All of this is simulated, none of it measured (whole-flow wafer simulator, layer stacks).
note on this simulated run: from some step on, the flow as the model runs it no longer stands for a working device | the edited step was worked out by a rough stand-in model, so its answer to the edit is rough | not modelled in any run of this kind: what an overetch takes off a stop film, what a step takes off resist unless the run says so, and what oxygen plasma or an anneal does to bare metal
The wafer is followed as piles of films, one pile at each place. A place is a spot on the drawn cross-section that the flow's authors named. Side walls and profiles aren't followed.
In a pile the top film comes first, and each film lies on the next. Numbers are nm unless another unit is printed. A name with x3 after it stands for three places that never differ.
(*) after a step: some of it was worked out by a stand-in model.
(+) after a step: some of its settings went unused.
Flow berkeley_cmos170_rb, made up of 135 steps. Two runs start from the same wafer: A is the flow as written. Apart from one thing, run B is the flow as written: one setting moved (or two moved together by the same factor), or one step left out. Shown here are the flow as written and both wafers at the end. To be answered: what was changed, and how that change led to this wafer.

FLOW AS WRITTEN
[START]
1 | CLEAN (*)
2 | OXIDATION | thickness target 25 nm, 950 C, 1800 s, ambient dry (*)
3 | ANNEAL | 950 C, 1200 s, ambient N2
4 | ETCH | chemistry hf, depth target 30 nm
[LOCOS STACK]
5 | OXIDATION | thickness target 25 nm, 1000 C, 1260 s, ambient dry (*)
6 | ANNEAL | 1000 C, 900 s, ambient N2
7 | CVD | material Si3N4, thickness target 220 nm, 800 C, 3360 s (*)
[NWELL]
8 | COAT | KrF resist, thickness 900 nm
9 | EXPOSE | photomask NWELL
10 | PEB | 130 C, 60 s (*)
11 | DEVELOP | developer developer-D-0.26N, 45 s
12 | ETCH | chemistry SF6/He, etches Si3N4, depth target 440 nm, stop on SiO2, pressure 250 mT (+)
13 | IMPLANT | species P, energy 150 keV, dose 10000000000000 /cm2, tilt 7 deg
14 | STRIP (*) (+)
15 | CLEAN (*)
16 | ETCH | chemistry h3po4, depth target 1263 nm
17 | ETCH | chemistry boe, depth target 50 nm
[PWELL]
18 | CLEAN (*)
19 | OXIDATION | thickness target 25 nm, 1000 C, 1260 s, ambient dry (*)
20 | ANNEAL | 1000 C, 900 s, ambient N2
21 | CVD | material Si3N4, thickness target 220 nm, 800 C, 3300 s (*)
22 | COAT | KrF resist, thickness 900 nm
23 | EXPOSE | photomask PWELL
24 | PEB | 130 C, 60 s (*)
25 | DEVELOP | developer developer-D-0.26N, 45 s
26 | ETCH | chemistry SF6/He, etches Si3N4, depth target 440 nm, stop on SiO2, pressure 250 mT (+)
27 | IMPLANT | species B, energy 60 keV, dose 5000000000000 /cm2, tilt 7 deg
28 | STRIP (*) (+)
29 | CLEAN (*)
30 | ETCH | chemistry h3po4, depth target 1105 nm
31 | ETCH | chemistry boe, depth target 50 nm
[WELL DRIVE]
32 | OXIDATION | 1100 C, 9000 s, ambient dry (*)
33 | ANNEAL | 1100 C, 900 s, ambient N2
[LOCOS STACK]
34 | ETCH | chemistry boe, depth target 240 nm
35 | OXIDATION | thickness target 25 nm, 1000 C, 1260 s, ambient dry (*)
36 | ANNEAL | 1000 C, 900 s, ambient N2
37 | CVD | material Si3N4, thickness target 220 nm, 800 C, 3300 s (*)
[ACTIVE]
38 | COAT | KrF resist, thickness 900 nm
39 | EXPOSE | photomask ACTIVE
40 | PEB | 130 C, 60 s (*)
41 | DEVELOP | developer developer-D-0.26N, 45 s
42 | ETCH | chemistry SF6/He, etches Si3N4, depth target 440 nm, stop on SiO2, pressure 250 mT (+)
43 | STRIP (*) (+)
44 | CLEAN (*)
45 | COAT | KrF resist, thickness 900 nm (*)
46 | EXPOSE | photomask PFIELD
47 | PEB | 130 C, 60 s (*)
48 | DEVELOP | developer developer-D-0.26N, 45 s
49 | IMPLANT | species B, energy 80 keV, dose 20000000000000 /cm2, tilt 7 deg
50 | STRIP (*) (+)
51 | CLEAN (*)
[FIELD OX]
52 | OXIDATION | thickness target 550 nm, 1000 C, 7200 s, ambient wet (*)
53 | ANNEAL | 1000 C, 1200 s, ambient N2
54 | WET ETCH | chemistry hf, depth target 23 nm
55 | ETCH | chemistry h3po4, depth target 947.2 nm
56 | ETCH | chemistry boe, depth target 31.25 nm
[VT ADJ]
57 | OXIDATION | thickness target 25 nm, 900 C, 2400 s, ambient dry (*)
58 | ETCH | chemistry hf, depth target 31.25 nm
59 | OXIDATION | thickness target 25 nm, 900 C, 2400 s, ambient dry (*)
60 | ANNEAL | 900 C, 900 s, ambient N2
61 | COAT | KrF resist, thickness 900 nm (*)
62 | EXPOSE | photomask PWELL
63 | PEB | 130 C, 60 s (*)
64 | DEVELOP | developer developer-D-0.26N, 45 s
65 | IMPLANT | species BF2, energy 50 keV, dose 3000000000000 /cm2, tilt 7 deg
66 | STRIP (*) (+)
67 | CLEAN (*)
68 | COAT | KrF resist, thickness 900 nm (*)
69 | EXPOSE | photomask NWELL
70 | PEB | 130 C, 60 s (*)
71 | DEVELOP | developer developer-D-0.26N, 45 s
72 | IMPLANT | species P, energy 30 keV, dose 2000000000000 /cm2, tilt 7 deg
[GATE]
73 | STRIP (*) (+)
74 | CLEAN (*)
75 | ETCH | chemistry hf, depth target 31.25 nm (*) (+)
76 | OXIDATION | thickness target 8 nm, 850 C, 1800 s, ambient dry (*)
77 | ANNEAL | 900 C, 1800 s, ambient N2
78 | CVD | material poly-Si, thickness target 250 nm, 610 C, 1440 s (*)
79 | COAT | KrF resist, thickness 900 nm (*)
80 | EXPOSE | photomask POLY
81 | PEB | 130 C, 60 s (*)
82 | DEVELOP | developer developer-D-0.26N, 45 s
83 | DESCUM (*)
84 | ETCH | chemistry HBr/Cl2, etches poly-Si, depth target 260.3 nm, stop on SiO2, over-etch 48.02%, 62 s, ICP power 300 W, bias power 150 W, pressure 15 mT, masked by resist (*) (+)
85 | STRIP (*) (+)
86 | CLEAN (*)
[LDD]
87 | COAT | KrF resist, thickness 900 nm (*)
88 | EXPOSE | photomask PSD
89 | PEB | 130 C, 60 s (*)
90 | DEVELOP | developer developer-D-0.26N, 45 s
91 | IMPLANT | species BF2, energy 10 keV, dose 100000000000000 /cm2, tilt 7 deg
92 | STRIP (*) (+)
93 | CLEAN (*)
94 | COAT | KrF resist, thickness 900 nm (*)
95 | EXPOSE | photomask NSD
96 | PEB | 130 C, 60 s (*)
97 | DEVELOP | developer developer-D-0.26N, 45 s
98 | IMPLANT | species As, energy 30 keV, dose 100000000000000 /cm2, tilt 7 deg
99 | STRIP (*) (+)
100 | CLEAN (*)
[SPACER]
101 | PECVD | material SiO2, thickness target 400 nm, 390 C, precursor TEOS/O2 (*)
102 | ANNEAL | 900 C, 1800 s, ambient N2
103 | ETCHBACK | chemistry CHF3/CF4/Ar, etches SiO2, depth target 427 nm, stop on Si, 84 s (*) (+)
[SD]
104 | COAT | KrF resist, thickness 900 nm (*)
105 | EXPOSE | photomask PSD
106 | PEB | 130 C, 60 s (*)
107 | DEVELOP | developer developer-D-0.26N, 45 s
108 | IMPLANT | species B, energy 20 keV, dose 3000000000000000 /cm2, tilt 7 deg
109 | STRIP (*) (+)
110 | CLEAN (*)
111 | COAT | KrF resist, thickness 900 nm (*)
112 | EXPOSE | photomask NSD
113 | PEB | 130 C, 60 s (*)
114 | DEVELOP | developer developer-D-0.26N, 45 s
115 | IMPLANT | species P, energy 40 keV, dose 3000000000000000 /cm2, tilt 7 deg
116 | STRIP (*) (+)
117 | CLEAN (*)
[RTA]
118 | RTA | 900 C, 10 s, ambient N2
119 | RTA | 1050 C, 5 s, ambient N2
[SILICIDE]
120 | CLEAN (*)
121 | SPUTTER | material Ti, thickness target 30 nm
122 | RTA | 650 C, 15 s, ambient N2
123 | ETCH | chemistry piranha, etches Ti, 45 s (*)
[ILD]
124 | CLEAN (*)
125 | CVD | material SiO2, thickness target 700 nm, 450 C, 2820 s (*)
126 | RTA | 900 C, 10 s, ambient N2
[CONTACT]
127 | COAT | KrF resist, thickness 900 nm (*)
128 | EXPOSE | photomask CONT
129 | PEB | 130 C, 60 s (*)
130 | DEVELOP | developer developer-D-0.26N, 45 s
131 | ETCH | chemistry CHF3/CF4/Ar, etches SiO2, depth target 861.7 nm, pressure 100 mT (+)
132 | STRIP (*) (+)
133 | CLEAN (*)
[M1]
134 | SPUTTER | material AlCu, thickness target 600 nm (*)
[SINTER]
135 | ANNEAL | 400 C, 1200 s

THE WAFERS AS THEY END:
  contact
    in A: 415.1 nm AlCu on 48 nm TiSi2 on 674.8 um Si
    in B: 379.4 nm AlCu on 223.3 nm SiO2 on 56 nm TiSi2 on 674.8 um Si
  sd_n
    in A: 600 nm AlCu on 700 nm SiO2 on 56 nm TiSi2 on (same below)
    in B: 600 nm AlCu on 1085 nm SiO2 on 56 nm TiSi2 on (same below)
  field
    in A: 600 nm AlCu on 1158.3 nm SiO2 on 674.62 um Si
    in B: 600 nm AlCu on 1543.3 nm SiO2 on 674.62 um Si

The reason: step 125, CVD: thickness target 1085 nm was run, whereas the flow has thickness target 700 nm.
One can read it off the wafer: sd_n has SiO2 1085, and step 125 as written asks for 700 nm.

Step by step, how the change led to this:
  125 | CVD | material SiO2, thickness target 700 nm, 450 C, 2820 s (*)
      sd_n, gate, gate_p, contact, m1: A SiO2 gains 700 (new film) | B SiO2 gains 1085 (new film)
      field, spacer_n, spacer_p: A SiO2 gains 700 | B SiO2 gains 1085
      (and at 1 other place as well)
  131 | ETCH | chemistry CHF3/CF4/Ar, etches SiO2, depth target 861.7 nm, pressure 100 mT (+)
      contact: A SiO2 loses 700 (all of it), TiSi2 loses 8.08 | B SiO2 loses 861.7
  134 | SPUTTER | material AlCu, thickness target 600 nm (*)
      contact: A AlCu gains 415.1 (new film) | B AlCu gains 379.4 (new film)
